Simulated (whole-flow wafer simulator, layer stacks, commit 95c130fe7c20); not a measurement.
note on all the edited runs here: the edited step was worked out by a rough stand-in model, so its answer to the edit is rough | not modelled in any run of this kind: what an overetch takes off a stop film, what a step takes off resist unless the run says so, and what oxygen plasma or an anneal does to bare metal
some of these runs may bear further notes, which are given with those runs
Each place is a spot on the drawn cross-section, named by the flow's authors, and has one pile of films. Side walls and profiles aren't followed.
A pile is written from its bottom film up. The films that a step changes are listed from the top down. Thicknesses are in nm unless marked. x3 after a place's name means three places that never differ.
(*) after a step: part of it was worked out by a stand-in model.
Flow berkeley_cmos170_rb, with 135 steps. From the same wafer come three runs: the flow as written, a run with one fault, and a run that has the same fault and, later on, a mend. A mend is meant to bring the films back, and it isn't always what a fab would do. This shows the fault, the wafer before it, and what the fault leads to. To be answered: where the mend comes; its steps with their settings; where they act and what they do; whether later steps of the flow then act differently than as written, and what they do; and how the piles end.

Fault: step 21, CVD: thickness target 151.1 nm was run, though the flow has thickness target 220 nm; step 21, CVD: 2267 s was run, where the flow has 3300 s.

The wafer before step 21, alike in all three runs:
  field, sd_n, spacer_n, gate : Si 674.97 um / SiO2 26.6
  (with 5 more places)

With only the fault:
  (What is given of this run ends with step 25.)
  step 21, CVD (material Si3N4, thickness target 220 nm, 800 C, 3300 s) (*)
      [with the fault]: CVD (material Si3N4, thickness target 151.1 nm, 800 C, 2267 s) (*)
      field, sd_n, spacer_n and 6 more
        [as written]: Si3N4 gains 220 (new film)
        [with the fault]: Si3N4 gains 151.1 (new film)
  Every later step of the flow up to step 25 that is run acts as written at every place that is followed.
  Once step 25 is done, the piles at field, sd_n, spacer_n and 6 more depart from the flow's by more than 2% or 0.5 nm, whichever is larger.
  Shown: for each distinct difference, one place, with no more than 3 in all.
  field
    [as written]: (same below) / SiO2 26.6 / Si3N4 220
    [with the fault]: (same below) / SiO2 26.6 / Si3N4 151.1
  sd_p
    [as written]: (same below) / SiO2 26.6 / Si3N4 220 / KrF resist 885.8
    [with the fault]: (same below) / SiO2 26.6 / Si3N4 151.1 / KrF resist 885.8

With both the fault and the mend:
  After step 21 comes the mend.
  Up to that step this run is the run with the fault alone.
  step 21a, ETCH (chemistry h3po4, depth target 173.8 nm)
      field, sd_n, spacer_n and 6 more
        Si3N4 loses 151.1 (all of it)
  step 21b, CLEAN (*) (the flow's step 18, run once more)
      does not change any film at any place that is followed
  step 21c, CVD (material Si3N4, thickness target 220 nm, 800 C, 3300 s) (*) (the flow's step 21, run once more)
      field, sd_n, spacer_n and 6 more
        Si3N4 gains 220 (new film)
  Every later step of the flow that is run acts as written at every place that is followed.
  At every place that both follow, the piles at the end match the flow's.
